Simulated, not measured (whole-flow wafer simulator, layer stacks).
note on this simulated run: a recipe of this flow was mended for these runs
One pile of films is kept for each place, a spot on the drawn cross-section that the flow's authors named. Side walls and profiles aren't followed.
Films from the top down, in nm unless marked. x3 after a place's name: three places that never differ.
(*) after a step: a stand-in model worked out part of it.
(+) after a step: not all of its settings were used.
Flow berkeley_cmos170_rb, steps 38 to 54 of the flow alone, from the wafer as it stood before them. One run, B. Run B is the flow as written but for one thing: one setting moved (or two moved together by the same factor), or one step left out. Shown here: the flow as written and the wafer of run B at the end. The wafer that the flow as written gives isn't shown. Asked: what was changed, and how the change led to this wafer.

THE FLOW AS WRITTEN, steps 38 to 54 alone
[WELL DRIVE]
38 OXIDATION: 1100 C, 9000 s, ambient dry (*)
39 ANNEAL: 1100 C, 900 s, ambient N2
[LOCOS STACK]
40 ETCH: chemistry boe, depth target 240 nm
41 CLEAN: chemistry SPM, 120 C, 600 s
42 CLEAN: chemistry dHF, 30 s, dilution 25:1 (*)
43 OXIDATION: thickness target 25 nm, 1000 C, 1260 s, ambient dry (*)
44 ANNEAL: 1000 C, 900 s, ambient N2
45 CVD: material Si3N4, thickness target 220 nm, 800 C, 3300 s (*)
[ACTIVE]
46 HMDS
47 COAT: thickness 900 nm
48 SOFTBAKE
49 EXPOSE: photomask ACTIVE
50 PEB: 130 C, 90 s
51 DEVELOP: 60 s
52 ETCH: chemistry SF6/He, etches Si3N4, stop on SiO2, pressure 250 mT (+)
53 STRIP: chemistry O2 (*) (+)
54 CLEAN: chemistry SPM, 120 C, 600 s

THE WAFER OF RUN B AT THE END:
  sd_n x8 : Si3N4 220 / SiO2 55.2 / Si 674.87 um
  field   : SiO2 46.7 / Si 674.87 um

The cause: step 40, ETCH: depth target 154 nm was run, where the flow has depth target 240 nm.

How the change led to this, step by step:
  40 ETCH: chemistry boe, depth target 240 nm
      field, sd_n x8: SiO2 -154 (as written it would be: SiO2 -197.6 (all of it))
  41 CLEAN: chemistry SPM, 120 C, 600 s
      field, sd_n x8: nothing (as written it would be: chemical SiO2 +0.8 (new film), Si -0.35)
  42 CLEAN: chemistry dHF, 30 s, dilution 25:1 (*)
      field, sd_n x8: SiO2 -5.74 (as written it would be: chemical SiO2 -0.8 (all of it))
  43 OXIDATION: thickness target 25 nm, 1000 C, 1260 s, ambient dry (*)
      field, sd_n x8: SiO2 +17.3, Si -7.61 (as written it would be: SiO2 +26.6 (new film), Si -11.7)
